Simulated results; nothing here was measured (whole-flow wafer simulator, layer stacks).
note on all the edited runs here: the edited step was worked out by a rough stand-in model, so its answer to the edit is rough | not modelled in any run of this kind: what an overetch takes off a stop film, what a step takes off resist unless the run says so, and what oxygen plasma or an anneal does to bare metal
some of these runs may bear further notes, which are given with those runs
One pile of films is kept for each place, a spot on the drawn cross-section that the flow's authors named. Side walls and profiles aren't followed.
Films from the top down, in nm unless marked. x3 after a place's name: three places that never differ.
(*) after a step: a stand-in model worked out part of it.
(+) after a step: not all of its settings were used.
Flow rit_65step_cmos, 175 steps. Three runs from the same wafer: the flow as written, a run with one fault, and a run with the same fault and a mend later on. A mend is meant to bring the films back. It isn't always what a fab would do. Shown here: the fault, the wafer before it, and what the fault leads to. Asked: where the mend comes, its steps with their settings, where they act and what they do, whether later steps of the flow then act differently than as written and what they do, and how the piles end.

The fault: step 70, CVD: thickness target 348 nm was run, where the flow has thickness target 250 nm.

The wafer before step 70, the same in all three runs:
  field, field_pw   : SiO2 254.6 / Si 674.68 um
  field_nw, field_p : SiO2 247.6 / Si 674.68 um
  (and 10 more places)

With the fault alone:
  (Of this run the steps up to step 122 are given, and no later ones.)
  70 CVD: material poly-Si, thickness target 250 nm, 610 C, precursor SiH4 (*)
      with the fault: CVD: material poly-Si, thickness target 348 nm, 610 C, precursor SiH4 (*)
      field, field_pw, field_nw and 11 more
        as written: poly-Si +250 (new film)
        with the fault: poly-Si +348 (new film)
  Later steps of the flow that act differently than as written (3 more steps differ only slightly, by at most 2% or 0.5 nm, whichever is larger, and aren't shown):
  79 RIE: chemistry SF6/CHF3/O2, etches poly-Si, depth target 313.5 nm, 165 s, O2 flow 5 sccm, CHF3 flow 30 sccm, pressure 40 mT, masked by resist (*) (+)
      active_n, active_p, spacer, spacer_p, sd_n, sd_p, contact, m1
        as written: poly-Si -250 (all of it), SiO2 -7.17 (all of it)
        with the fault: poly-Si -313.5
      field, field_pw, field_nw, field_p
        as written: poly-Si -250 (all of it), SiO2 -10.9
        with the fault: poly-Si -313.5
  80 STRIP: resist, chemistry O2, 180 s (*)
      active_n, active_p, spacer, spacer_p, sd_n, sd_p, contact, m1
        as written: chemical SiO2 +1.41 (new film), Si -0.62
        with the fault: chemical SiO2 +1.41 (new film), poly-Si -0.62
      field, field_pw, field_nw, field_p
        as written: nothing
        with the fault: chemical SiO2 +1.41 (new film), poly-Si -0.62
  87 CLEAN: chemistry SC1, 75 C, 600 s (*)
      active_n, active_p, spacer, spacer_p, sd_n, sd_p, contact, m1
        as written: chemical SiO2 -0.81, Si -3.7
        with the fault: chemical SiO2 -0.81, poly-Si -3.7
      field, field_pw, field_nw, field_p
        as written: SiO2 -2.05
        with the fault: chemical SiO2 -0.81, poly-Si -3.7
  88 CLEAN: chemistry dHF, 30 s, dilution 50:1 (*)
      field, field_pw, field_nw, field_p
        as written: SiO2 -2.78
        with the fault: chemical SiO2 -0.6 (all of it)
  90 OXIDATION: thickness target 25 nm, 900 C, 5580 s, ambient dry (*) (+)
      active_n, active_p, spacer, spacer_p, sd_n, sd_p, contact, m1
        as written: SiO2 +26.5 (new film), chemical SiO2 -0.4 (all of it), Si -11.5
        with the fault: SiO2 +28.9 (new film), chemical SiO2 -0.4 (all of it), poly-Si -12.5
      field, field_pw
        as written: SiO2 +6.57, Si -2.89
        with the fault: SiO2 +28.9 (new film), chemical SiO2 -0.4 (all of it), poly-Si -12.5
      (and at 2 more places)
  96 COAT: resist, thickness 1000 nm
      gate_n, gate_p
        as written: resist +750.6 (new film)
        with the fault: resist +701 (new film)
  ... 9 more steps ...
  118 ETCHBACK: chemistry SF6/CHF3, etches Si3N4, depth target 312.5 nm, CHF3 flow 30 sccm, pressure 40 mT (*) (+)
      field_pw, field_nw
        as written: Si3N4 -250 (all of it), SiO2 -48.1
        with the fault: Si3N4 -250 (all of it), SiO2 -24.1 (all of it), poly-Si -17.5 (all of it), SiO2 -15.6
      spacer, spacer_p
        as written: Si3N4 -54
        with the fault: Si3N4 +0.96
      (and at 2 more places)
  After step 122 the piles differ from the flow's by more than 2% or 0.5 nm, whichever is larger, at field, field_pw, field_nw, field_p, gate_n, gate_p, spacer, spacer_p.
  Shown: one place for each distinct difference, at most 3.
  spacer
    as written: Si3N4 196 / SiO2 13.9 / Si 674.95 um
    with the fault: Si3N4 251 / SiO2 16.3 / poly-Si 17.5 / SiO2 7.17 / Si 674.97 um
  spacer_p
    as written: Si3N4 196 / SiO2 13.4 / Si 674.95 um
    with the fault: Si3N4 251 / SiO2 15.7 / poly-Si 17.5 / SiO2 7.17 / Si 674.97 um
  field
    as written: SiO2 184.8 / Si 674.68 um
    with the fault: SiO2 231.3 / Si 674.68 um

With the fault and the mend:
  The mend comes after step 71.
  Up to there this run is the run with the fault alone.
  71a ETCH: chemistry tmah, depth target 400.2 nm
      field, field_pw, field_nw and 11 more
        poly-Si -348 (all of it)
  71b CLEAN: chemistry SC2, 75 C, 600 s (the flow's step 66 once more)
      changes no film at any place that is followed
  71c CVD: material poly-Si, thickness target 250 nm, 610 C, precursor SiH4 (*) (the flow's step 70 once more)
      field, field_pw, field_nw and 11 more
        poly-Si +250 (new film)
  No later step of the flow acts differently than as written at any place that is followed.
  At the end the piles are the same as the flow's at every place that both follow.
